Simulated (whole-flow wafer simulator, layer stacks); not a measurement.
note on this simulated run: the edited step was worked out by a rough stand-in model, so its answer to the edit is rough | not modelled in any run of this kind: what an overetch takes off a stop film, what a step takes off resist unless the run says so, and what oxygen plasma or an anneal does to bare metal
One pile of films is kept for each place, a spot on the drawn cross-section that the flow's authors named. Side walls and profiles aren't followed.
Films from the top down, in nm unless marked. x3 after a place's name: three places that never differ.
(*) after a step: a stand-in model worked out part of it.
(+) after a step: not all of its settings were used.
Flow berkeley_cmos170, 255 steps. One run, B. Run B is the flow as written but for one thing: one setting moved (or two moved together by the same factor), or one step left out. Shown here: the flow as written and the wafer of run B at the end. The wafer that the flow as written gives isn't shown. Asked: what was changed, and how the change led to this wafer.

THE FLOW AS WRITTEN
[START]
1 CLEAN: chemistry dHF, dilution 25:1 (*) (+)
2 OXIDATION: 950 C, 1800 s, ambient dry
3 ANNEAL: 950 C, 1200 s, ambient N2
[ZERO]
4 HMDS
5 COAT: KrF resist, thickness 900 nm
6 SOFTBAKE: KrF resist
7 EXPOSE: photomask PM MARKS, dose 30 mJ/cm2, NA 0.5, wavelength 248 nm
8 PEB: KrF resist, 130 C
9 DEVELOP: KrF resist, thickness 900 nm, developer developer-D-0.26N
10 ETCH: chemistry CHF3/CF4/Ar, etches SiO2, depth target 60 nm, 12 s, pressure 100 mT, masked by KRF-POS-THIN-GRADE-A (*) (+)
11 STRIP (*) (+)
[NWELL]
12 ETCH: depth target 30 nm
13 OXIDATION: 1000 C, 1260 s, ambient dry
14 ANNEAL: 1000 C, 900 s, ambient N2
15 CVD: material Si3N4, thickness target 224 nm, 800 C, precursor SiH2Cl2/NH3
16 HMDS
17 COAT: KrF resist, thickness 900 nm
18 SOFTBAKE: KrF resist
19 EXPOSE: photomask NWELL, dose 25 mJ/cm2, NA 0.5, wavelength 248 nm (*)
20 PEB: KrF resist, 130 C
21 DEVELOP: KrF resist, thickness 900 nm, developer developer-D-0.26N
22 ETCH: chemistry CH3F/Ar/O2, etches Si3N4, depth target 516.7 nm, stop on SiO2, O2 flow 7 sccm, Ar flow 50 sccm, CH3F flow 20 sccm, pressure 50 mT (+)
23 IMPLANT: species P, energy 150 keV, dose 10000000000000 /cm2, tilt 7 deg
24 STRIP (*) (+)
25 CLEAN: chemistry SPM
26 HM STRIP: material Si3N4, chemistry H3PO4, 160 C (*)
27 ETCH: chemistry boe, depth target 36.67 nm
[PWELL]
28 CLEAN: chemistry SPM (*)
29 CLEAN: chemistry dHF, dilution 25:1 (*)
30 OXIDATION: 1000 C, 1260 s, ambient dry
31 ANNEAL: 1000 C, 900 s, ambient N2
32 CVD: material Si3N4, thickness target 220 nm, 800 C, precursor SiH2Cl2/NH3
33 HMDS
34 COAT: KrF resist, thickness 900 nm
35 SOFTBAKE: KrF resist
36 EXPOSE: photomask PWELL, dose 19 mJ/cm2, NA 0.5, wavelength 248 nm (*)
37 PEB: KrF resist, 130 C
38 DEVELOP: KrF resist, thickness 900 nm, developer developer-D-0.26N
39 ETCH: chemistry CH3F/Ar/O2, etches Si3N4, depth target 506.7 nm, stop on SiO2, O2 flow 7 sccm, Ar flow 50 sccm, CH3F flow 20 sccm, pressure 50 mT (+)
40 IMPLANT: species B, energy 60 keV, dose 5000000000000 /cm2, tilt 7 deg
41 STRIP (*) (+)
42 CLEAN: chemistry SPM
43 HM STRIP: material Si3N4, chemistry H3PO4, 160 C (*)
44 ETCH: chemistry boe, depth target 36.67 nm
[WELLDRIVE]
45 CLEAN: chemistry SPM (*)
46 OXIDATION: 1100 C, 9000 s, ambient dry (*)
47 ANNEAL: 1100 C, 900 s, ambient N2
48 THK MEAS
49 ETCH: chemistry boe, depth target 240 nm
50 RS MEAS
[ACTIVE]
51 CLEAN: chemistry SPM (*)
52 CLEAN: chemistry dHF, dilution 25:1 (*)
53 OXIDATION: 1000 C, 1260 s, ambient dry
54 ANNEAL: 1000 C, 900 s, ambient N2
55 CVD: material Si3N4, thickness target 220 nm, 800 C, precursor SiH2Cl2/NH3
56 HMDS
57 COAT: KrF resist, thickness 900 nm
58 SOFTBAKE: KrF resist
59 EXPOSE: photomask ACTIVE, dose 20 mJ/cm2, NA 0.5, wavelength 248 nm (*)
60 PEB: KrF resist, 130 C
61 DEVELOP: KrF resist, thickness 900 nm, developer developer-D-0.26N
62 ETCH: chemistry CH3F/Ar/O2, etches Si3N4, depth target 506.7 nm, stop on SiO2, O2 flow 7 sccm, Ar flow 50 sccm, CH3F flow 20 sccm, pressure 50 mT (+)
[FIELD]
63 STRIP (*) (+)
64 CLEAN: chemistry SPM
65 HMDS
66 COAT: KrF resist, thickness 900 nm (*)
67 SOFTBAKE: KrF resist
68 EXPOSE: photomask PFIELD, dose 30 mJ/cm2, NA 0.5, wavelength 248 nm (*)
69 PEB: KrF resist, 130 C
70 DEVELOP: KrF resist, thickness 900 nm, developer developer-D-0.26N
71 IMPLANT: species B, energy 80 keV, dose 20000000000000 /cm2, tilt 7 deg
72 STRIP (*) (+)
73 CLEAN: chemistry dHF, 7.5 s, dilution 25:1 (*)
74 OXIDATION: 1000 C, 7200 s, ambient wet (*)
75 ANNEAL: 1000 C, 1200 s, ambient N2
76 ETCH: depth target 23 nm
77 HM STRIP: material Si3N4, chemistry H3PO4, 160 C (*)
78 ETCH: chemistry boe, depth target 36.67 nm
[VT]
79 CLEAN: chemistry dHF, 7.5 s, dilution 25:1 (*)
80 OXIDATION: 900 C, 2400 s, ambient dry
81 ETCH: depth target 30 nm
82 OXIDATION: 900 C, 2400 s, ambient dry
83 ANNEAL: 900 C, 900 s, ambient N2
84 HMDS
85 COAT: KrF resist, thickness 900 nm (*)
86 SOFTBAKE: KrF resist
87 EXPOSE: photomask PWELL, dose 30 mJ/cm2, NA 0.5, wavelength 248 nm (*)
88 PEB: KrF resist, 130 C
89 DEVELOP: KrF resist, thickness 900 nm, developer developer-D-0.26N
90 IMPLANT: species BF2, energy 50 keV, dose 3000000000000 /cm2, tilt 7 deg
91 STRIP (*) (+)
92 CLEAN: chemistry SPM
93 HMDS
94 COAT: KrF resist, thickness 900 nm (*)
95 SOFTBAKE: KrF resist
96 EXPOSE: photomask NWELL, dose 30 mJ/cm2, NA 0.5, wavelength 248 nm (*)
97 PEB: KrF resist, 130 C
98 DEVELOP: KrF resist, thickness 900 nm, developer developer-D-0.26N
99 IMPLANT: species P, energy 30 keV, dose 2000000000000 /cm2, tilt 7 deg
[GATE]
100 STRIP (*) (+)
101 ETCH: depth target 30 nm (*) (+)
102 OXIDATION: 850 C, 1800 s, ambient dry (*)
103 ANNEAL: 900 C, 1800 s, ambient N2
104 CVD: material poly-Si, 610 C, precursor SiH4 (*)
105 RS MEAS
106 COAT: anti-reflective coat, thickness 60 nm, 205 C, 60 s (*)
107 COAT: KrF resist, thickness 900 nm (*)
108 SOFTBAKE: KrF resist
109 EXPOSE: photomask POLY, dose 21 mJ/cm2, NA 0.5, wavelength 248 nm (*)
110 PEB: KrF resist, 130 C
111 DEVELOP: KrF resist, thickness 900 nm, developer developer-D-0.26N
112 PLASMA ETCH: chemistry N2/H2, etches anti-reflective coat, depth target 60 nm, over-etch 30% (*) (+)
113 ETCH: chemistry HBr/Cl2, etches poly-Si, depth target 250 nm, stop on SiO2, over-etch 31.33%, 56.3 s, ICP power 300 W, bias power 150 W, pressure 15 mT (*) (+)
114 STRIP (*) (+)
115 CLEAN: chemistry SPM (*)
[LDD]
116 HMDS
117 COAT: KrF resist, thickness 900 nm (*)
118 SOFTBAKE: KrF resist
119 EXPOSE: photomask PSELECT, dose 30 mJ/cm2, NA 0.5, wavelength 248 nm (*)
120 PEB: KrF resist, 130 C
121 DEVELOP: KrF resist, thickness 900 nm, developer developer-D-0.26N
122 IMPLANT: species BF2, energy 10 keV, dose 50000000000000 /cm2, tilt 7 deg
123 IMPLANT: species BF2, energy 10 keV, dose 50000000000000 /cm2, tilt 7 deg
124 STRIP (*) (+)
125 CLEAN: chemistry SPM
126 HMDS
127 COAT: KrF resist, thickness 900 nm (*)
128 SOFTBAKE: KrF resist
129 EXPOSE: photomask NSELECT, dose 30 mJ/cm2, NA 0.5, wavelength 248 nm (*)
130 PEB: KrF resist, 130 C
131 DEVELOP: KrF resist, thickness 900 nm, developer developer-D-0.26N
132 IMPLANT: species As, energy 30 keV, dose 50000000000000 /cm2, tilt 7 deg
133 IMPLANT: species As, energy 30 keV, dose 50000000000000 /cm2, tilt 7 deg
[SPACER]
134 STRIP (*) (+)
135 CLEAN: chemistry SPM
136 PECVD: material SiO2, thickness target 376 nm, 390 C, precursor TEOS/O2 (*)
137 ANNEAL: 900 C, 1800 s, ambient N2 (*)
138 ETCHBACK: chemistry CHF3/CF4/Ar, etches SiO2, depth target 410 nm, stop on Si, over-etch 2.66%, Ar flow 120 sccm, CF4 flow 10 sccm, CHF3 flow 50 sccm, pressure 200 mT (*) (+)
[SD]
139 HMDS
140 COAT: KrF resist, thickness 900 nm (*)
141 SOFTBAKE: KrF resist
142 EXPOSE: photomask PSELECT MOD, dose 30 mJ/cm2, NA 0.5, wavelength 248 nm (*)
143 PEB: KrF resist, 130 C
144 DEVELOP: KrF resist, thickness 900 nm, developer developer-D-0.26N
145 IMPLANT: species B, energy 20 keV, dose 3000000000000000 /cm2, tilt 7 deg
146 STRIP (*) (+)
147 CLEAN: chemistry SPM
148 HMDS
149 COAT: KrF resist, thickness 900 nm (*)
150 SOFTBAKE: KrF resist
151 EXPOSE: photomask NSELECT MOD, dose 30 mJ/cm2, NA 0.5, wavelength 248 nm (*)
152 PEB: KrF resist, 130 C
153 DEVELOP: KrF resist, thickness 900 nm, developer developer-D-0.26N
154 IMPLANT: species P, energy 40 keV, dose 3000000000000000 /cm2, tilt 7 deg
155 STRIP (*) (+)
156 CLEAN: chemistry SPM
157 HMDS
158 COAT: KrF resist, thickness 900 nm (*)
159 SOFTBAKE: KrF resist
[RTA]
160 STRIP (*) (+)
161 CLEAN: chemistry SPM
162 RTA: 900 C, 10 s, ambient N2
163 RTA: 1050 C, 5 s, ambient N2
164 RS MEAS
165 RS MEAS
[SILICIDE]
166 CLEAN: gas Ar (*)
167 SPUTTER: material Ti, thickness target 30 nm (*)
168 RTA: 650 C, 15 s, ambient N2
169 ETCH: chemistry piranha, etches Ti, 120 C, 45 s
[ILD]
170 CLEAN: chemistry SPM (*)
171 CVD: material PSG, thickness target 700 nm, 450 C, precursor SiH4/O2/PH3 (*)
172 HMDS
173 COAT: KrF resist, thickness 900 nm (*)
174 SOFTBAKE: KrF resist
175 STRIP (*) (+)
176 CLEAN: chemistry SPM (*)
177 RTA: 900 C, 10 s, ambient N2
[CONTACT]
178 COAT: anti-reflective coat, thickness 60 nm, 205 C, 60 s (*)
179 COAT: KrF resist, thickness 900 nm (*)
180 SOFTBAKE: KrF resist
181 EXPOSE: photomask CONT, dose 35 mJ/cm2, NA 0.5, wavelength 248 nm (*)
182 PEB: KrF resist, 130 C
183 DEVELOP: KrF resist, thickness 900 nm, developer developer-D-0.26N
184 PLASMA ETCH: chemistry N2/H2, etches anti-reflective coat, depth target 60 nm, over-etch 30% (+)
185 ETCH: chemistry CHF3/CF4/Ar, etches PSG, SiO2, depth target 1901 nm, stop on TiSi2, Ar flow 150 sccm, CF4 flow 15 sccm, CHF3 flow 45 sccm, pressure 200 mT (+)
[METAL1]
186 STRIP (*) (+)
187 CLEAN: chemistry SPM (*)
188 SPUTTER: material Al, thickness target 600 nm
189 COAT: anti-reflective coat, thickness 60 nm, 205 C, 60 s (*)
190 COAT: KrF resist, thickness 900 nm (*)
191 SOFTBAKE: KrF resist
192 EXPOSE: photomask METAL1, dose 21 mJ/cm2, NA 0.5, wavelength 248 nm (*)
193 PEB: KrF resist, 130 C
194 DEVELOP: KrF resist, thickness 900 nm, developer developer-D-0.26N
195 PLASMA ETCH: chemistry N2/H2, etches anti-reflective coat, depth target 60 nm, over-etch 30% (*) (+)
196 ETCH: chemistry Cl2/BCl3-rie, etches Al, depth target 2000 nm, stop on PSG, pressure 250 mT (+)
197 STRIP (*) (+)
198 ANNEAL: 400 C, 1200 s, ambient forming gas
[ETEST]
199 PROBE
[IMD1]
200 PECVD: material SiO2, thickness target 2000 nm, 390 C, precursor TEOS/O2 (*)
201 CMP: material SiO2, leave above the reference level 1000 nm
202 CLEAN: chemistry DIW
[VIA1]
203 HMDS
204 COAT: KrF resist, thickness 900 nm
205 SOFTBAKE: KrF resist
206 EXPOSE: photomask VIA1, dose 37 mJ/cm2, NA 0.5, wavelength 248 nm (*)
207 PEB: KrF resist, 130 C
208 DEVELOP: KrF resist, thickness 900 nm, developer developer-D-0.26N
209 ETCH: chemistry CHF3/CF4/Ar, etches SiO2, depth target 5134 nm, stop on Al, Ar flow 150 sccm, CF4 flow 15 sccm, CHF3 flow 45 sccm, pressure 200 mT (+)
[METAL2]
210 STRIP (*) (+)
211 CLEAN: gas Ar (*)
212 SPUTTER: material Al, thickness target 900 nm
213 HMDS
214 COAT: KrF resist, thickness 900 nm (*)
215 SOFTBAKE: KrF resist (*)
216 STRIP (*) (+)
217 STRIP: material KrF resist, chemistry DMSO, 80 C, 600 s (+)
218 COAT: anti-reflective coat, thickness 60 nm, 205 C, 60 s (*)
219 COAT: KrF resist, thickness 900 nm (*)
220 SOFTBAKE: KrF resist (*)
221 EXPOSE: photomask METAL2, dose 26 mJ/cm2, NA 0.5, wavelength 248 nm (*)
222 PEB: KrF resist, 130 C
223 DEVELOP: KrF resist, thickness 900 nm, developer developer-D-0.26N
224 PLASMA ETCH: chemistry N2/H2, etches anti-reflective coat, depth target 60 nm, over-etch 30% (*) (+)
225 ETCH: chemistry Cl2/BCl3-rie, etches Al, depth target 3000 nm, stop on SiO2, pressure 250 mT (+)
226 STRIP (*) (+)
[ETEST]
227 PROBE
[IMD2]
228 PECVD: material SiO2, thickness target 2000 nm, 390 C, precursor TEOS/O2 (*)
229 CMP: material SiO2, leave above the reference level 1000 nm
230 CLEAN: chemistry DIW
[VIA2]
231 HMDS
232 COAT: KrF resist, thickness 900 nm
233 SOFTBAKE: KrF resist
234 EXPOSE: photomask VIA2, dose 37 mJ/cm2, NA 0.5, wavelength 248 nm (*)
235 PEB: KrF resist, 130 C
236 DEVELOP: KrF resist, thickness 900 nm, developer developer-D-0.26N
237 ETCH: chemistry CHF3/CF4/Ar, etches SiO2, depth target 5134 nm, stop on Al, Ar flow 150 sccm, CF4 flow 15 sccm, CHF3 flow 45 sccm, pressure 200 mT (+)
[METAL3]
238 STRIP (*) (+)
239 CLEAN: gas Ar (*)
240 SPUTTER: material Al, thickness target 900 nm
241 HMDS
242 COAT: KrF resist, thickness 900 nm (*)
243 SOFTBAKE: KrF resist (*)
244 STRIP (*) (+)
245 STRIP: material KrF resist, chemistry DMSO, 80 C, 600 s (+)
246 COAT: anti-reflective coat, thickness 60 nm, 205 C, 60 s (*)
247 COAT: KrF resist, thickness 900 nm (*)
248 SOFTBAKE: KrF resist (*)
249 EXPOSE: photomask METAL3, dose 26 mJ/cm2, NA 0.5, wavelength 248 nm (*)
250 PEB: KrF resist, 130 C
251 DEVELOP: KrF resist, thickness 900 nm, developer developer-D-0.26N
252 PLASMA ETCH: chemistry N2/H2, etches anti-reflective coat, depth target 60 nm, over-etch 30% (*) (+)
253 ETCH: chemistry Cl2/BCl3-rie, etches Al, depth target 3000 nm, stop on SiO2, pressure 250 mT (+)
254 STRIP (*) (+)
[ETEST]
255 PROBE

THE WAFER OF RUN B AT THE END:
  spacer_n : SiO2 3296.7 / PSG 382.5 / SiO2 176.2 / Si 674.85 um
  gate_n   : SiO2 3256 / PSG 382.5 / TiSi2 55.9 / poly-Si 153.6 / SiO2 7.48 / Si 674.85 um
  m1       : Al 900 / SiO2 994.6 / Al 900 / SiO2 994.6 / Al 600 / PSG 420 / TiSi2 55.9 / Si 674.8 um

The cause: step 171, CVD: thickness target 420 nm was run, where the flow has thickness target 700 nm.
It can be read off the wafer: m1 has PSG 420, and step 171 as written asks for 700 nm.

How the change led to this, step by step:
  171 CVD: material PSG, thickness target 700 nm, 450 C, precursor SiH4/O2/PH3 (*)
      field, sd_n, spacer_n and 9 more: PSG +420 (new film) (as written it would be: PSG +700 (new film))
  178 COAT: anti-reflective coat, thickness 60 nm, 205 C, 60 s (*)
      field: anti-reflective coat +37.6 (new film) (as written it would be: anti-reflective coat +38.6 (new film))
      sd_n: anti-reflective coat +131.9 (new film) (as written it would be: anti-reflective coat +135.1 (new film))
      (and at 5 more places)
  184 PLASMA ETCH: chemistry N2/H2, etches anti-reflective coat, depth target 60 nm, over-etch 30% (+)
      field, sd_n, spacer_n and 8 more: KrF resist -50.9 (as written it would be: KrF resist -52.6)
      contact: anti-reflective coat -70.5 (all of it), PSG -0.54 (as written it would be: anti-reflective coat -72.8 (all of it), PSG -0.56)
  185 ETCH: chemistry CHF3/CF4/Ar, etches PSG, SiO2, depth target 1901 nm, stop on TiSi2, Ar flow 150 sccm, CF4 flow 15 sccm, CHF3 flow 45 sccm, pressure 200 mT (+)
      field, sd_n, spacer_n and 8 more: KrF resist -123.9 (as written it would be: KrF resist -193.9)
      contact: PSG -419.5 (all of it), TiSi2 -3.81 (as written it would be: PSG -699.4 (all of it), TiSi2 -3.81)
  186 STRIP (*) (+)
      field: KrF resist -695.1 (all of it), anti-reflective coat -37.6 (all of it) (as written it would be: KrF resist -623.9 (all of it), anti-reflective coat -38.6 (all of it))
      sd_n: KrF resist -717.1 (all of it), anti-reflective coat -131.9 (all of it) (as written it would be: KrF resist -643.8 (all of it), anti-reflective coat -135.1 (all of it))
      (and at 9 more places)
  188 SPUTTER: material Al, thickness target 600 nm
      contact: Al +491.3 (new film) (as written it would be: Al +415.7 (new film))
  189 COAT: anti-reflective coat, thickness 60 nm, 205 C, 60 s (*)
      field: anti-reflective coat +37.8 (new film) (as written it would be: anti-reflective coat +38.9 (new film))
      sd_n: anti-reflective coat +30 (new film) (as written it would be: anti-reflective coat +17.7 (new film))
      (and at 3 more places)
  190 COAT: KrF resist, thickness 900 nm (*)
      contact: KrF resist +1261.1 (new film) (as written it would be: KrF resist +1495.4 (new film))
  195 PLASMA ETCH: chemistry N2/H2, etches anti-reflective coat, depth target 60 nm, over-etch 30% (*) (+)
      field: anti-reflective coat -37.8 (all of it) (as written it would be: anti-reflective coat -38.9 (all of it))
      sd_n: anti-reflective coat -30 (all of it) (as written it would be: anti-reflective coat -17.7 (all of it))
      (and at 1 more place)
  197 STRIP (*) (+)
      contact: KrF resist -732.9 (all of it), anti-reflective coat -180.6 (all of it) (as written it would be: KrF resist -966.1 (all of it), anti-reflective coat -261.9 (all of it))
      via1: KrF resist -394.2 (all of it), anti-reflective coat -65 (all of it) (as written it would be: KrF resist -392.8 (all of it), anti-reflective coat -63.6 (all of it))
  200 PECVD: material SiO2, thickness target 2000 nm, 390 C, precursor TEOS/O2 (*)
      sd_n: SiO2 +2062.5 (new film) (as written it would be: SiO2 +2000 (new film))
      contact: SiO2 +2000 (new film) (as written it would be: SiO2 +1949.3 (new film))
  201 CMP: material SiO2, leave above the reference level 1000 nm
      sd_n: SiO2 -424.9 (as written it would be: SiO2 -362.4)
      contact: SiO2 -467.4 (as written it would be: SiO2 -61.1)
